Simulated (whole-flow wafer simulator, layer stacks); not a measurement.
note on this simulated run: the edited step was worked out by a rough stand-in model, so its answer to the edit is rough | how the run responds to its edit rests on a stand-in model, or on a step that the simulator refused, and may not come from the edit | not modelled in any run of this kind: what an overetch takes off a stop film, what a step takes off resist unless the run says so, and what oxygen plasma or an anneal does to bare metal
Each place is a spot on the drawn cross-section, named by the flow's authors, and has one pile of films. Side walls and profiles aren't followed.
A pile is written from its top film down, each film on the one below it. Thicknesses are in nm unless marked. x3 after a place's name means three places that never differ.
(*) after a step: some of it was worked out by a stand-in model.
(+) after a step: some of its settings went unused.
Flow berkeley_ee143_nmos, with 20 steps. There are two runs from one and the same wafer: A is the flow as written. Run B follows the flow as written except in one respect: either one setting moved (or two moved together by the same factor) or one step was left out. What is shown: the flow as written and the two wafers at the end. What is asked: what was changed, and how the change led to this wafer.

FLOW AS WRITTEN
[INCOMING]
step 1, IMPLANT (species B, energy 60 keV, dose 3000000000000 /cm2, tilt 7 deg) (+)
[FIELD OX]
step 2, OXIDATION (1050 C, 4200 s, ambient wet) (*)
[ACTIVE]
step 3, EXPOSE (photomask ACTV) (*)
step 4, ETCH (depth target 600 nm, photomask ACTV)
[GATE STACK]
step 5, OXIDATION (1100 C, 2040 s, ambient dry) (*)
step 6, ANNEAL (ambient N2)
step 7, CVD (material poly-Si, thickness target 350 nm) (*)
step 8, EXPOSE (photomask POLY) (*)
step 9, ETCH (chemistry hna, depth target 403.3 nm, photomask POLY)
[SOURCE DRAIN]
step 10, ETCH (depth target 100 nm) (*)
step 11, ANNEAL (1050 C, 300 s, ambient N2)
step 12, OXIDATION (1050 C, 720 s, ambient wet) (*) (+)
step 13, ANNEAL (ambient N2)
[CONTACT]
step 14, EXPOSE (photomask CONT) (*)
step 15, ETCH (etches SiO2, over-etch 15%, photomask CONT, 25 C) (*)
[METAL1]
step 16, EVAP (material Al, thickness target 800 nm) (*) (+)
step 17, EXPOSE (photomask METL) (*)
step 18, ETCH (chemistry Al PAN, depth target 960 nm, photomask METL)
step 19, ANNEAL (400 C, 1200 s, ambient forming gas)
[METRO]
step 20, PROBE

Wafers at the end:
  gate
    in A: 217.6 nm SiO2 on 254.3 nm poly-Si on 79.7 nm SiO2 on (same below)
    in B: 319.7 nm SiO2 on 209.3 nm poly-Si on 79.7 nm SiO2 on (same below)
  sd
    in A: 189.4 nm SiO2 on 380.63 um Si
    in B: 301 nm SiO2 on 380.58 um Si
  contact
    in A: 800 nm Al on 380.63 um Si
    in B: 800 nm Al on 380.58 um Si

Cause: step 12, OXIDATION: 1129 C was run, whereas the flow has 1050 C.

The path from the change to this, step by step:
  step 12, OXIDATION (1050 C, 720 s, ambient wet) (*) (+)
      sd, contact: A SiO2 gains 189.4 (new film), Si loses 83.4 | B SiO2 gains 301 (new film), Si loses 132.4
      gate: A SiO2 gains 217.6 (new film), poly-Si loses 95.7 | B SiO2 gains 319.7 (new film), poly-Si loses 140.7
      (as well as at 1 more place)
  step 15, ETCH (etches SiO2, over-etch 15%, photomask CONT, 25 C) (*)
      contact: A SiO2 loses 189.4 (all of it) | B SiO2 loses 301 (all of it)
